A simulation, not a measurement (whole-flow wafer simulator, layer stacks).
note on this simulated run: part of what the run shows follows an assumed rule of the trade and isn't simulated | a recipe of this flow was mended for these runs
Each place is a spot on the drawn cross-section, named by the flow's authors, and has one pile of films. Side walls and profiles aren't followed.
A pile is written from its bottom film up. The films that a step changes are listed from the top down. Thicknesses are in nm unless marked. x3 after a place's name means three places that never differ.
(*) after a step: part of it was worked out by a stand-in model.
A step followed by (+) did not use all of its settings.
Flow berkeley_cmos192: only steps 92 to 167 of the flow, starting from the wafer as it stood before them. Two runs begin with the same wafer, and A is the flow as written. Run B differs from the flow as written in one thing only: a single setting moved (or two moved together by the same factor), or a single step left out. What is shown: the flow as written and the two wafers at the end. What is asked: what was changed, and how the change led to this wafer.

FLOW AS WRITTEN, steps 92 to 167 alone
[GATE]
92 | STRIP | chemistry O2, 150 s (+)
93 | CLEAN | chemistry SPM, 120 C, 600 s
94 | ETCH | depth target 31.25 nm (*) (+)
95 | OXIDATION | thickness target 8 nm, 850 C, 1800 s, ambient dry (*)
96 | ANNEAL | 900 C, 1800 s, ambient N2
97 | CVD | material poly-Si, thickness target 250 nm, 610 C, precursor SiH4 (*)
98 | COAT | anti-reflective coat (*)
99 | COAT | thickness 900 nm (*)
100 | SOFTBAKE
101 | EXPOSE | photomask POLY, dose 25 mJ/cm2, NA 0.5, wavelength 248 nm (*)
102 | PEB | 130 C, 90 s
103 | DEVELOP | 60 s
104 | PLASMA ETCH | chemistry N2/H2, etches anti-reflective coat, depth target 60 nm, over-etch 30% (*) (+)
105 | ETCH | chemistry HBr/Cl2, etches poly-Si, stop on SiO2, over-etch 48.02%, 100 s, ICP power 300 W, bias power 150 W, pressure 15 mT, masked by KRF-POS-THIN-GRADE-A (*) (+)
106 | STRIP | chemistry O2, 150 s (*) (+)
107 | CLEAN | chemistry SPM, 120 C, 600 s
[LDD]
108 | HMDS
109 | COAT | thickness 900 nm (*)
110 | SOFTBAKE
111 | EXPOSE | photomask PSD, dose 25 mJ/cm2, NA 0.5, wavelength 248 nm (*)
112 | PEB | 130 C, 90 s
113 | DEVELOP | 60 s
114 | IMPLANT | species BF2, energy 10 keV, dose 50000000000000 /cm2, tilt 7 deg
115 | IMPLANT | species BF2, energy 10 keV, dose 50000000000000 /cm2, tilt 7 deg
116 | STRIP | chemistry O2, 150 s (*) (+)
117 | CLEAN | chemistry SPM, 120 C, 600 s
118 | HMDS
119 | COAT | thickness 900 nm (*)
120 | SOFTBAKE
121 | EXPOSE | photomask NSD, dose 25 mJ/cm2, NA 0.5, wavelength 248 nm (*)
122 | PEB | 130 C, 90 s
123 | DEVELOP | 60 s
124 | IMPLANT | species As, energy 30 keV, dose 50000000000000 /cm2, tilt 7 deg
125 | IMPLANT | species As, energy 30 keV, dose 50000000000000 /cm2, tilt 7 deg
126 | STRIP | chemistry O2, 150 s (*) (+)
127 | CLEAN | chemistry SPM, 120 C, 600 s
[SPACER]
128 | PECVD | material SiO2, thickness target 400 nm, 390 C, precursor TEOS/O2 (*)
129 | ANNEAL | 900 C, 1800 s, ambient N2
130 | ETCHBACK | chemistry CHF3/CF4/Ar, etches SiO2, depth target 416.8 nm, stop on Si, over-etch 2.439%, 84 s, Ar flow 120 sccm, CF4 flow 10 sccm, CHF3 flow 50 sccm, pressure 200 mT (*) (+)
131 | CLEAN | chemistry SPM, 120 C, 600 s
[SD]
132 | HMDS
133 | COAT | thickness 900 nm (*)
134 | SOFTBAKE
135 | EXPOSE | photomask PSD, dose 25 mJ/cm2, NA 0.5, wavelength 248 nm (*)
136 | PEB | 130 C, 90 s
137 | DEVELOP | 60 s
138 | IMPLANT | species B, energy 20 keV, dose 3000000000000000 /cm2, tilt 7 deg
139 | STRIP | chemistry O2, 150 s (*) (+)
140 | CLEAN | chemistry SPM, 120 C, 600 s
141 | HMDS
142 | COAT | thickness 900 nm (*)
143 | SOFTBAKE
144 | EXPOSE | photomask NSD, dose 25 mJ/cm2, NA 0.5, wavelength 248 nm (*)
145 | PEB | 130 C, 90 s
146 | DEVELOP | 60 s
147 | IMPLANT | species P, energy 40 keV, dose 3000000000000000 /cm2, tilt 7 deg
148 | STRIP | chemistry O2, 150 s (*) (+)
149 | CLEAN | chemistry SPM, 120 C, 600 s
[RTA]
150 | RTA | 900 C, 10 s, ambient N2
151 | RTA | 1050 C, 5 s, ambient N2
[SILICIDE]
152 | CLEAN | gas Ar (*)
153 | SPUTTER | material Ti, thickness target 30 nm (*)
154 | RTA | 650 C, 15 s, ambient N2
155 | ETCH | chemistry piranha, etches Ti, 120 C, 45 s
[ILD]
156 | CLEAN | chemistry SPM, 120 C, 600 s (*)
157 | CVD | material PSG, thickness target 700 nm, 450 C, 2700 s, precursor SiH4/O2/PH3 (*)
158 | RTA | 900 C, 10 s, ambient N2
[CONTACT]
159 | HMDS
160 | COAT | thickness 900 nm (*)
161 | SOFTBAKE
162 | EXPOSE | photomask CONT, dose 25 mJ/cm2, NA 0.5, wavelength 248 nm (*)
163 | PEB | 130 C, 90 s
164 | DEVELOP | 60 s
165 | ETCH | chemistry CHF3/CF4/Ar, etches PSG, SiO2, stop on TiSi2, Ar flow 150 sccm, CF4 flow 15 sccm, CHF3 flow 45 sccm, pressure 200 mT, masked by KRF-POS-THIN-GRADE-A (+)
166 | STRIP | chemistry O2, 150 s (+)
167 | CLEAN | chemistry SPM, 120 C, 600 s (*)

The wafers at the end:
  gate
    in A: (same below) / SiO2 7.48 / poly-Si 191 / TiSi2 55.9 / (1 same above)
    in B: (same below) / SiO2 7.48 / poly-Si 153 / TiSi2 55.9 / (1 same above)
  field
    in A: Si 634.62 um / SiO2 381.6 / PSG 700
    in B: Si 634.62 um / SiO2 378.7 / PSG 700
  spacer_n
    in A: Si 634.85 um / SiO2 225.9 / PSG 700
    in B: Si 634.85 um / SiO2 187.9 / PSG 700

Cause: step 97, CVD: thickness target 212 nm was run, though the flow has thickness target 250 nm.

How this came from the change, step by step:
  97 | CVD | material poly-Si, thickness target 250 nm, 610 C, precursor SiH4 (*)
      field, sd_n, spacer_n and 6 more: A poly-Si gains 250 (new film) | B poly-Si gains 212 (new film)
  105 | ETCH | chemistry HBr/Cl2, etches poly-Si, stop on SiO2, over-etch 48.02%, 100 s, ICP power 300 W, bias power 150 W, pressure 15 mT, masked by KRF-POS-THIN-GRADE-A (*) (+)
      spacer_n, spacer_p: A poly-Si loses 246.2 (all of it), SiO2 loses 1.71 | B poly-Si loses 208.2 (all of it), SiO2 loses 4.63
      field: A poly-Si loses 246.1 (all of it), SiO2 loses 1.71 | B poly-Si loses 208.2 (all of it), SiO2 loses 4.63
      (also at 4 further places)
  109 | COAT | thickness 900 nm (*)
      gate: A KrF-resist gains 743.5 (new film) | B KrF-resist gains 774.6 (new film)
      gate_p: A KrF-resist gains 739.8 (new film) | B KrF-resist gains 770.9 (new film)
  113 | DEVELOP | 60 s
      gate_p: A KrF-resist loses 738.2 (all of it) | B KrF-resist loses 769.2 (all of it)
  116 | STRIP | chemistry O2, 150 s (*) (+)
      gate: A KrF-resist loses 727 (all of it), chemical SiO2 gains 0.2, poly-Si loses 0.09 | B KrF-resist loses 757.9 (all of it), chemical SiO2 gains 0.2, poly-Si loses 0.09
  119 | COAT | thickness 900 nm (*)
      gate: A KrF-resist gains 743.4 (new film) | B KrF-resist gains 773.8 (new film)
      gate_p: A KrF-resist gains 739.7 (new film) | B KrF-resist gains 770.1 (new film)
  123 | DEVELOP | 60 s
      gate: A KrF-resist loses 741.9 (all of it) | B KrF-resist loses 772.1 (all of it)
  126 | STRIP | chemistry O2, 150 s (*) (+)
      gate_p: A KrF-resist loses 723.2 (all of it), chemical SiO2 gains 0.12, poly-Si loses 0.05 | B KrF-resist loses 753.5 (all of it), chemical SiO2 gains 0.12, poly-Si loses 0.05
  130 | ETCHBACK | chemistry CHF3/CF4/Ar, etches SiO2, depth target 416.8 nm, stop on Si, over-etch 2.439%, 84 s, Ar flow 120 sccm, CF4 flow 10 sccm, CHF3 flow 50 sccm, pressure 200 mT (*) (+)
      spacer_n: A SiO2 loses 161 | B SiO2 loses 196.1
      spacer_p: A SiO2 loses 161 | B SiO2 loses 196
  133 | COAT | thickness 900 nm (*)
      spacer_n: A KrF-resist gains 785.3 (new film) | B KrF-resist gains 812.8 (new film)
      gate: A KrF-resist gains 764.7 (new film) | B KrF-resist gains 791.7 (new film)
      (also at 2 further places)
  137 | DEVELOP | 60 s
      spacer_p: A KrF-resist loses 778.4 (all of it) | B KrF-resist loses 805.9 (all of it)
      gate_p: A KrF-resist loses 757.7 (all of it) | B KrF-resist loses 784.6 (all of it)
  139 | STRIP | chemistry O2, 150 s (*) (+)
      spacer_n: A KrF-resist loses 768.7 (all of it) | B KrF-resist loses 796.1 (all of it)
      gate: A KrF-resist loses 748.1 (all of it), chemical SiO2 gains 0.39, poly-Si loses 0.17 | B KrF-resist loses 775 (all of it), chemical SiO2 gains 0.39, poly-Si loses 0.17
  142 | COAT | thickness 900 nm (*)
      spacer_n: A KrF-resist gains 785.4 (new film) | B KrF-resist gains 812.9 (new film)
      gate: A KrF-resist gains 764.6 (new film) | B KrF-resist gains 791.5 (new film)
      (also at 2 further places)
  146 | DEVELOP | 60 s
      spacer_n: A KrF-resist loses 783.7 (all of it) | B KrF-resist loses 811.2 (all of it)
      gate: A KrF-resist loses 762.9 (all of it) | B KrF-resist loses 789.8 (all of it)
  148 | STRIP | chemistry O2, 150 s (*) (+)
      spacer_p: A KrF-resist loses 763.6 (all of it) | B KrF-resist loses 791.1 (all of it)
      gate_p: A KrF-resist loses 742.5 (all of it), chemical SiO2 gains 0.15 | B KrF-resist loses 769.5 (all of it), chemical SiO2 gains 0.15
  160 | COAT | thickness 900 nm (*)
      spacer_n: A KrF-resist gains 823.6 (new film) | B KrF-resist gains 843.6 (new film)
      gate: A KrF-resist gains 803.9 (new film) | B KrF-resist gains 821.5 (new film)
      (also at 2 further places)
  166 | STRIP | chemistry O2, 150 s (+)
      spacer_n: A KrF-resist loses 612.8 (all of it) | B KrF-resist loses 632.7 (all of it)
      gate: A KrF-resist loses 593.2 (all of it) | B KrF-resist loses 610.7 (all of it)
      (also at 2 further places)
